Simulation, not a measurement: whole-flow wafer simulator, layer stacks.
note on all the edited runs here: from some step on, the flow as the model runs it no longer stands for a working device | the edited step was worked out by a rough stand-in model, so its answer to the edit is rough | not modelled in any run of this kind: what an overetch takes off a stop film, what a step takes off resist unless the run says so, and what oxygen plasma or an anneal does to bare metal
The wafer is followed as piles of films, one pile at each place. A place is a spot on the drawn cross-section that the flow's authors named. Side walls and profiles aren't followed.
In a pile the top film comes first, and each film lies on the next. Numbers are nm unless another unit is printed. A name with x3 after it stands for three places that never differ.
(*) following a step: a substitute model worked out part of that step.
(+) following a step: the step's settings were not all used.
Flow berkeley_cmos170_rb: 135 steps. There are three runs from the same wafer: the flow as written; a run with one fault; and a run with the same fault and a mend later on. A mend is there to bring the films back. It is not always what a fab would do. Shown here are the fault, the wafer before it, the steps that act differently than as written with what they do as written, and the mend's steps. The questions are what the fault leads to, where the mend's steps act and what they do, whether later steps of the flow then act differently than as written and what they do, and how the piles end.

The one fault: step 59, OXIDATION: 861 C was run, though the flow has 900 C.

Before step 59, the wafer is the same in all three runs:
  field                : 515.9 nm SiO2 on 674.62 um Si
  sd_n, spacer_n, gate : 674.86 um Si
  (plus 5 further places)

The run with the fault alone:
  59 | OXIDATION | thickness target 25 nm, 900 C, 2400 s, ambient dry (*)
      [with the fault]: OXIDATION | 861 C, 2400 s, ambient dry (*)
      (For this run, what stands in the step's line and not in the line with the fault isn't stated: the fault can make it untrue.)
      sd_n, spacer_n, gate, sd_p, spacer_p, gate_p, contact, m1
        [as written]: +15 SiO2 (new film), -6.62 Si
        [with the fault]: +10.1 SiO2 (new film), -4.44 Si
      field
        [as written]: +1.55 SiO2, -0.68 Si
        [with the fault]: +0.75 SiO2, -0.33 Si
  Steps further on in the flow that do not act as written (30 other steps are not shown; they differ only slightly, by no more than 2% or 0.5 nm, whichever is larger):
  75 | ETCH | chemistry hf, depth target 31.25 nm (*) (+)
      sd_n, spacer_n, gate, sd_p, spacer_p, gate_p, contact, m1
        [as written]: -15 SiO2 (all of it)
        [with the fault]: -10.1 SiO2 (all of it)
  At the end the piles are close to the flow's at the places that both follow, differing by at most 2% or 0.5 nm, whichever is larger.

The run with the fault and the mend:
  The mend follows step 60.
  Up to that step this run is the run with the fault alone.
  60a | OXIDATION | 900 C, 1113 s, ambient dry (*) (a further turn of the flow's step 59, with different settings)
      sd_n, spacer_n, gate, sd_p, spacer_p, gate_p, contact, m1
        +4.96 SiO2, -2.18 Si
      field
        +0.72 SiO2, -0.32 Si
  Later steps of the flow that are run all act as written at every place that is followed, up to a difference of at most 2% or 0.5 nm, whichever is larger.
  At the end the piles are close to the flow's at the places that both follow, differing by at most 2% or 0.5 nm, whichever is larger.
